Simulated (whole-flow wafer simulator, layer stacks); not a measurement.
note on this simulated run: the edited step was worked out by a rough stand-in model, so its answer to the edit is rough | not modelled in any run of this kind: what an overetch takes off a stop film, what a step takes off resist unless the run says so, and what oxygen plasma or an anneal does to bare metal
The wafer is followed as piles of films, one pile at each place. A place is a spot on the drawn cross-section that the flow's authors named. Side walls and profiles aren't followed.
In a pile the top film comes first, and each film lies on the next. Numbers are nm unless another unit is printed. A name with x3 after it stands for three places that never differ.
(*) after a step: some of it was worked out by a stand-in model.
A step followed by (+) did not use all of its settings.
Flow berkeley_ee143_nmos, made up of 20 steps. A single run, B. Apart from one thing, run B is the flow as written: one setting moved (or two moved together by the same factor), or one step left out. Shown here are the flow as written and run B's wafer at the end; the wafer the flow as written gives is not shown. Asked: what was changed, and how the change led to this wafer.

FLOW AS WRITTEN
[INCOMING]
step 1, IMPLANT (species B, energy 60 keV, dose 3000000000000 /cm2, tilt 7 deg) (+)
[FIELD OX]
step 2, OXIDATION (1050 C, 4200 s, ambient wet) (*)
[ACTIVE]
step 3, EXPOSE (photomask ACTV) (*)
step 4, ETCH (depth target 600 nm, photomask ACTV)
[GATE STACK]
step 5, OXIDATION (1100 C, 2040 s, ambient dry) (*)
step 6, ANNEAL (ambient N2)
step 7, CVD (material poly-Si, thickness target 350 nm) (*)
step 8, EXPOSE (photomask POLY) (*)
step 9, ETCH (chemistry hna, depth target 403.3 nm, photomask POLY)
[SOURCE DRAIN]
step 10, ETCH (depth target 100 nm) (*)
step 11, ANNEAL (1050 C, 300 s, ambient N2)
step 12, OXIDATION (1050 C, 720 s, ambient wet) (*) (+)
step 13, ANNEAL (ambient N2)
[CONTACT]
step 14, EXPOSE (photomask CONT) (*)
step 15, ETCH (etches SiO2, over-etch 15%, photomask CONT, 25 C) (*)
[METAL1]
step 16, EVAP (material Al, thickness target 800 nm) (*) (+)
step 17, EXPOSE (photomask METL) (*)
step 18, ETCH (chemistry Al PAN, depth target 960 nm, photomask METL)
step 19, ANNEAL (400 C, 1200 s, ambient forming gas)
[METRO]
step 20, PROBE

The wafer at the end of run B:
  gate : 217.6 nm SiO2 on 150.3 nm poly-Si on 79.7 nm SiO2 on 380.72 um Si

Cause: step 7, CVD: thickness target 246 nm was run, while the flow as written has thickness target 350 nm.

How this came from the change, step by step:
  step 7, CVD (material poly-Si, thickness target 350 nm) (*)
      gate, sd, contact, field: +246 poly-Si (new film) (as written it would have been: +350 poly-Si (new film))
  step 9, ETCH (chemistry hna, depth target 403.3 nm, photomask POLY)
      sd, contact, field: -246 poly-Si (all of it) (as written it would have been: -350 poly-Si (all of it))
